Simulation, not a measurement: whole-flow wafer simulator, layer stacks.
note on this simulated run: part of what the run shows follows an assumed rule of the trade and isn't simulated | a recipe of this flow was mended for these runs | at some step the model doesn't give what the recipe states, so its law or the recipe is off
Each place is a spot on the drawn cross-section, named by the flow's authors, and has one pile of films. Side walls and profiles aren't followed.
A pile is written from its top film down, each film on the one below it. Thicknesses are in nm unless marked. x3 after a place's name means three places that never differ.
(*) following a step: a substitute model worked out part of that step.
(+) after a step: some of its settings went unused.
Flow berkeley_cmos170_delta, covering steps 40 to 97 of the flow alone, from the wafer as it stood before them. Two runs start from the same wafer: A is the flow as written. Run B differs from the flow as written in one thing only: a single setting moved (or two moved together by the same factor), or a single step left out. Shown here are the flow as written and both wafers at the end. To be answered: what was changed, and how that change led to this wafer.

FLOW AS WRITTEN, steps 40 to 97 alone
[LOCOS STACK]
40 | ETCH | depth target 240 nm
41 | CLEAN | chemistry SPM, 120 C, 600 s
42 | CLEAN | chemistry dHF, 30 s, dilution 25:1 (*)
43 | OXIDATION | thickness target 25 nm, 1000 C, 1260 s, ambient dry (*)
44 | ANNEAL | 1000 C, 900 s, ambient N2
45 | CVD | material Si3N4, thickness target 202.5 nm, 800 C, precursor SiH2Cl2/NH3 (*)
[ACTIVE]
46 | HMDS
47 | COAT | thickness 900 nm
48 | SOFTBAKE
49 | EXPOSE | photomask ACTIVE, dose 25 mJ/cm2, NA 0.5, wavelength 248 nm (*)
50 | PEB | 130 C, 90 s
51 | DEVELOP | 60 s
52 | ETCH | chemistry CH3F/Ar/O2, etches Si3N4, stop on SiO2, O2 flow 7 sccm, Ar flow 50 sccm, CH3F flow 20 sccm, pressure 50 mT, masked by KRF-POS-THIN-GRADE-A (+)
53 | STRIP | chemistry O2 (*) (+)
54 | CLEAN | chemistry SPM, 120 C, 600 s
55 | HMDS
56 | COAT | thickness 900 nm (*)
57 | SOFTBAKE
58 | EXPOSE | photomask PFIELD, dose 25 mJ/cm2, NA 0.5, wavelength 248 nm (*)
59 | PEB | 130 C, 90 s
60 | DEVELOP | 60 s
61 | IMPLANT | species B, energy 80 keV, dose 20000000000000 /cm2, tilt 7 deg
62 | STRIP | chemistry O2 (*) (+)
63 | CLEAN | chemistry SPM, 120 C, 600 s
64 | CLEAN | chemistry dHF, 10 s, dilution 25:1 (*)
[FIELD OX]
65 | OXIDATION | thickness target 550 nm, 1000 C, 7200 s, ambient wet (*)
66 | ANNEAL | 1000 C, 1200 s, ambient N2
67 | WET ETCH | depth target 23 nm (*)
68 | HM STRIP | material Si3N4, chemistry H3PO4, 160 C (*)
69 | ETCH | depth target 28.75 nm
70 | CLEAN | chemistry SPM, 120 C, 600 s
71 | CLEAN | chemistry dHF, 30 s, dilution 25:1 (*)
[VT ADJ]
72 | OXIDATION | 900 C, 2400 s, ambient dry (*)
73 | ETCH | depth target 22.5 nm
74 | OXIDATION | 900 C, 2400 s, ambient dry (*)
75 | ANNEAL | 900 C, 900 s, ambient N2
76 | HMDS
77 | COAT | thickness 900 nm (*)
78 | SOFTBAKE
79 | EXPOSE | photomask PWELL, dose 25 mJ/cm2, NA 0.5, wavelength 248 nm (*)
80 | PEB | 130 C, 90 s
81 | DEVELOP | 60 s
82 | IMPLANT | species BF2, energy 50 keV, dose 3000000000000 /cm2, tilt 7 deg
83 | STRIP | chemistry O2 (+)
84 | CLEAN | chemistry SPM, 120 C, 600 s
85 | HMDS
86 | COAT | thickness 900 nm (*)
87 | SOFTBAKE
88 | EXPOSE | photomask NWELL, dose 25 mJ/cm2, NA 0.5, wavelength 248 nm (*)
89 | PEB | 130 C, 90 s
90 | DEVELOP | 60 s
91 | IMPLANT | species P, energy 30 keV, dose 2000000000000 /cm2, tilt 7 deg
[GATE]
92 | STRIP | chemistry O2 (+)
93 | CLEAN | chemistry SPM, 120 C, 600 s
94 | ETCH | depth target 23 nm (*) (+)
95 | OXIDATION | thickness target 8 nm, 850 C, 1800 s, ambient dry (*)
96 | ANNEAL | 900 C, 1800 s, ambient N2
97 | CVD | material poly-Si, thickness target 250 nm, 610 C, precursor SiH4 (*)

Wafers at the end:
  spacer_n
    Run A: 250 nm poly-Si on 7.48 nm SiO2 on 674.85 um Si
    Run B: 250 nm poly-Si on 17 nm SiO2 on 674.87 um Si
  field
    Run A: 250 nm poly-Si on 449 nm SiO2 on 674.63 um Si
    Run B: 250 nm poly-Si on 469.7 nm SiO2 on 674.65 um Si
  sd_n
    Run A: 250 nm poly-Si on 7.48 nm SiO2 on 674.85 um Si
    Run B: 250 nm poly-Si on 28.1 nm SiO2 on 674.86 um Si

What caused this: step 40, ETCH: depth target 120 nm was run, though the flow has depth target 240 nm.

How this came from the change, step by step:
  40 | ETCH | depth target 240 nm
      field, sd_n, spacer_n and 6 more: A SiO2 loses 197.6 (all of it) | B SiO2 loses 120
  41 | CLEAN | chemistry SPM, 120 C, 600 s
      field, sd_n, spacer_n and 6 more: A chemical SiO2 gains 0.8 (new film), Si loses 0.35 | B nothing
  42 | CLEAN | chemistry dHF, 30 s, dilution 25:1 (*)
      field, sd_n, spacer_n and 6 more: A chemical SiO2 loses 0.8 (all of it) | B SiO2 loses 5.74
  43 | OXIDATION | thickness target 25 nm, 1000 C, 1260 s, ambient dry (*)
      field, sd_n, spacer_n and 6 more: A SiO2 gains 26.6 (new film), Si loses 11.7 | B SiO2 gains 13.3, Si loses 5.87
  65 | OXIDATION | thickness target 550 nm, 1000 C, 7200 s, ambient wet (*)
      gate, gate_p, m1: A SiO2 gains 12.1 (new film), Si3N4 loses 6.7 | B SiO2 gains 12.1 (new film), Si3N4 loses 6.7, SiO2 gains 0.09
      spacer_n, spacer_p: A SiO2 gains 12.1 (new film), Si3N4 loses 6.7 | B SiO2 gains 12.1 (new film), Si3N4 loses 6.7, SiO2 gains 0.12
      (and at 4 other places as well)
  69 | ETCH | depth target 28.75 nm
      gate, gate_p, contact, m1: A SiO2 loses 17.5 (all of it) | B SiO2 loses 28.7
      sd_n, sd_p: A SiO2 loses 17.6 (all of it) | B SiO2 loses 28.8
      (and at 2 other places as well)
  70 | CLEAN | chemistry SPM, 120 C, 600 s
      sd_n, spacer_n, gate, sd_p, spacer_p, gate_p, contact, m1: A chemical SiO2 gains 0.8 (new film), Si loses 0.35 | B nothing
  71 | CLEAN | chemistry dHF, 30 s, dilution 25:1 (*)
      sd_n, spacer_n, gate, sd_p, spacer_p, gate_p, contact, m1: A chemical SiO2 loses 0.8 (all of it) | B SiO2 loses 5.74
  72 | OXIDATION | 900 C, 2400 s, ambient dry (*)
      spacer_n, gate, spacer_p, gate_p, m1: A SiO2 gains 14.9 (new film), Si loses 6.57 | B SiO2 gains 8.66, Si loses 3.81
      sd_n: A SiO2 gains 14.9 (new film), Si loses 6.57 | B SiO2 gains 7.92, Si loses 3.49
      (and at 2 other places as well)
  73 | ETCH | depth target 22.5 nm
      sd_n, spacer_n, gate, sd_p, spacer_p, gate_p, contact, m1: A SiO2 loses 14.9 (all of it) | B SiO2 loses 22.5
  74 | OXIDATION | 900 C, 2400 s, ambient dry (*)
      spacer_n, gate, spacer_p, gate_p, m1: A SiO2 gains 14.9 (new film), Si loses 6.57 | B SiO2 gains 7.93, Si loses 3.49
      sd_n: A SiO2 gains 14.9 (new film), Si loses 6.57 | B SiO2 gains 7.36, Si loses 3.24
      (and at 2 other places as well)
  94 | ETCH | depth target 23 nm (*) (+)
      sd_n, spacer_n, gate, sd_p, spacer_p, gate_p, contact, m1: A SiO2 loses 14.9 (all of it) | B SiO2 loses 23
  95 | OXIDATION | thickness target 8 nm, 850 C, 1800 s, ambient dry (*)
      gate, gate_p, m1: A SiO2 gains 7.48 (new film), Si loses 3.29 | B SiO2 gains 4.08, Si loses 1.79
      spacer_n, spacer_p: A SiO2 gains 7.48 (new film), Si loses 3.29 | B SiO2 gains 4.07, Si loses 1.79
      (and at 3 other places as well)
